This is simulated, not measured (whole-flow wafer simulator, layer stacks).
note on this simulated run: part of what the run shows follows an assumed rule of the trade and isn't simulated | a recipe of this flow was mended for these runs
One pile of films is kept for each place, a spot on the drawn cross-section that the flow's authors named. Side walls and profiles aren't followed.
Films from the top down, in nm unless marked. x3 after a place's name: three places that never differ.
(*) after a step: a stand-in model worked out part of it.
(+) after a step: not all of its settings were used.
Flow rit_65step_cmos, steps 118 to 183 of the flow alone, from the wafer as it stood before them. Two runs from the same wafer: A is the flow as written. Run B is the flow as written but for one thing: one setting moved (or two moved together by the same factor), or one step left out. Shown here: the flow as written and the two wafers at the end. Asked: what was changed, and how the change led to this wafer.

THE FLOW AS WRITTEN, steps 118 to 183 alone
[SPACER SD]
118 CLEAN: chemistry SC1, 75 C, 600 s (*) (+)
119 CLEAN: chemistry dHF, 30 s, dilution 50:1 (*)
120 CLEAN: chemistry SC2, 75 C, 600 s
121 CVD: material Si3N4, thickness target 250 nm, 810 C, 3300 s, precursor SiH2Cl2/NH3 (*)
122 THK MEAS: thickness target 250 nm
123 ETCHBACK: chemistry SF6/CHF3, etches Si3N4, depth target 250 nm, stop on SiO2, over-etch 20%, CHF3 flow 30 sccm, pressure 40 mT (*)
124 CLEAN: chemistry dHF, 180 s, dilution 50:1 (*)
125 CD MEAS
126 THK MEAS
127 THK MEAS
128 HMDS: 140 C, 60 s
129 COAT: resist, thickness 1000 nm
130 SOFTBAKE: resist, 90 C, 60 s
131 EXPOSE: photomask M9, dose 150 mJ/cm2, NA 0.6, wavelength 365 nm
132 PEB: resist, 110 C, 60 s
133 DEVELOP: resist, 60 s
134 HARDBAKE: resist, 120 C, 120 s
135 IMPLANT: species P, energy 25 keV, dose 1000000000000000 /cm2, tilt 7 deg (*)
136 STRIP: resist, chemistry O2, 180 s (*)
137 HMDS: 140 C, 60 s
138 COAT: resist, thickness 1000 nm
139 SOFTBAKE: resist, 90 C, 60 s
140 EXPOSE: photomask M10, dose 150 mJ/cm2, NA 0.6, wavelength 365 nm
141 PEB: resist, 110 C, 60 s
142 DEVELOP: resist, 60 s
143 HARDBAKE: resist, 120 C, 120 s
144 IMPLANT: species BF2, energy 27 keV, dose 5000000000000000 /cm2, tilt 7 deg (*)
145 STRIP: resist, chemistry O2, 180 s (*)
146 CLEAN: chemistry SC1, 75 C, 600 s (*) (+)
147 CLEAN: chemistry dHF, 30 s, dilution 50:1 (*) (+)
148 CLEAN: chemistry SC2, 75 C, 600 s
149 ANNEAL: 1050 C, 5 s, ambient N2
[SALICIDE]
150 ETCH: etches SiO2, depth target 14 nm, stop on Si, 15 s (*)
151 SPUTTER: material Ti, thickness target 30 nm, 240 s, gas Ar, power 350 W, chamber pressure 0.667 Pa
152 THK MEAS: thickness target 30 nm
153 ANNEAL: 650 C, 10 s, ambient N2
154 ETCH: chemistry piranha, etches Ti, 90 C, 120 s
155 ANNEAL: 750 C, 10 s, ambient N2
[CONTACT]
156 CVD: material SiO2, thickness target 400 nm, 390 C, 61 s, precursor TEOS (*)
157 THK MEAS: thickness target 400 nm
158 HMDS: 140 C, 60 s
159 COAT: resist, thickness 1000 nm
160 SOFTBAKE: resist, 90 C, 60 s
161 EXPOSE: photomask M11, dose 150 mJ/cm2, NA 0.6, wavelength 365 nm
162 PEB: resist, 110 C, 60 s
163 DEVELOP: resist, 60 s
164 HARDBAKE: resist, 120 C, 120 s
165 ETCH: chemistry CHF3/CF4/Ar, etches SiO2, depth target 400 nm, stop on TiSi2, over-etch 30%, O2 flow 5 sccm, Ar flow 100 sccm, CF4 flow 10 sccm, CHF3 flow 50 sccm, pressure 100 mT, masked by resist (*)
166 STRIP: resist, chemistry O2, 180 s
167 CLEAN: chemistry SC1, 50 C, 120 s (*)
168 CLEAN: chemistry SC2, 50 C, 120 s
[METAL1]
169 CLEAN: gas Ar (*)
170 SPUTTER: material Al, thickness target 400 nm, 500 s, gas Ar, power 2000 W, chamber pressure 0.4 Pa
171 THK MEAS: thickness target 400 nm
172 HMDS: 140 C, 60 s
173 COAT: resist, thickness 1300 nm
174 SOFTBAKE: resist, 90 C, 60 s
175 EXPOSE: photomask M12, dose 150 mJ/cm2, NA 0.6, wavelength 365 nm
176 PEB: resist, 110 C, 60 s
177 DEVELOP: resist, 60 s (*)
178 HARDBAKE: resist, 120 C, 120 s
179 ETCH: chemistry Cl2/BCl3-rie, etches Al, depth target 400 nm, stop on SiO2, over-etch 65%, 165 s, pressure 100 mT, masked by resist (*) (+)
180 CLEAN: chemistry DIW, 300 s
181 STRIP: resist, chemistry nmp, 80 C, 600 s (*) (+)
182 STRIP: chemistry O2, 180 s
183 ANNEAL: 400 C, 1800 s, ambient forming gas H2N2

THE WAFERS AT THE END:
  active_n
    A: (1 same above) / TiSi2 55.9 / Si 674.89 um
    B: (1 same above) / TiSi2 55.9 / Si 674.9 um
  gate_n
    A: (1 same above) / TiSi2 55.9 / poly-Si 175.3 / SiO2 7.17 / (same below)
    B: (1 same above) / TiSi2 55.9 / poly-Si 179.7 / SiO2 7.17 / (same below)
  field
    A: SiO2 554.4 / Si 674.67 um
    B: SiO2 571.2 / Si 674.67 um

The cause: step 124, CLEAN: chemistry dHF, 180 s, dilution 50:1 (*), was left out.

How the change led to this, step by step:
  136 STRIP: resist, chemistry O2, 180 s (*)
      active_n, sd_n, contact, m1: A chemical SiO2 +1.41 (new film), Si -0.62 | B nothing
      active_p: A chemical SiO2 +1.31 (new film), resist -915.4 (all of it), Si -0.58 | B resist -916 (all of it)
      (and at 3 more places)
  146 CLEAN: chemistry SC1, 75 C, 600 s (*) (+)
      active_n, active_p, sd_n, sd_p, contact, m1: A chemical SiO2 -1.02, Si -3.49 | B SiO2 -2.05
      gate_n, gate_p: A chemical SiO2 -1.02, poly-Si -3.49 | B SiO2 -2.05
  147 CLEAN: chemistry dHF, 30 s, dilution 50:1 (*) (+)
      active_n, sd_n, contact, m1: A chemical SiO2 -0.6 (all of it) | B SiO2 -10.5 (all of it)
      active_p, sd_p: A chemical SiO2 -0.6 (all of it) | B SiO2 -9.91 (all of it)
      (and at 2 more places)
  150 ETCH: etches SiO2, depth target 14 nm, stop on Si, 15 s (*)
      gate_n: A chemical SiO2 -0.4 (all of it) | B SiO2 -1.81 (all of it)
      gate_p: A chemical SiO2 -0.4 (all of it) | B SiO2 -1.18 (all of it)
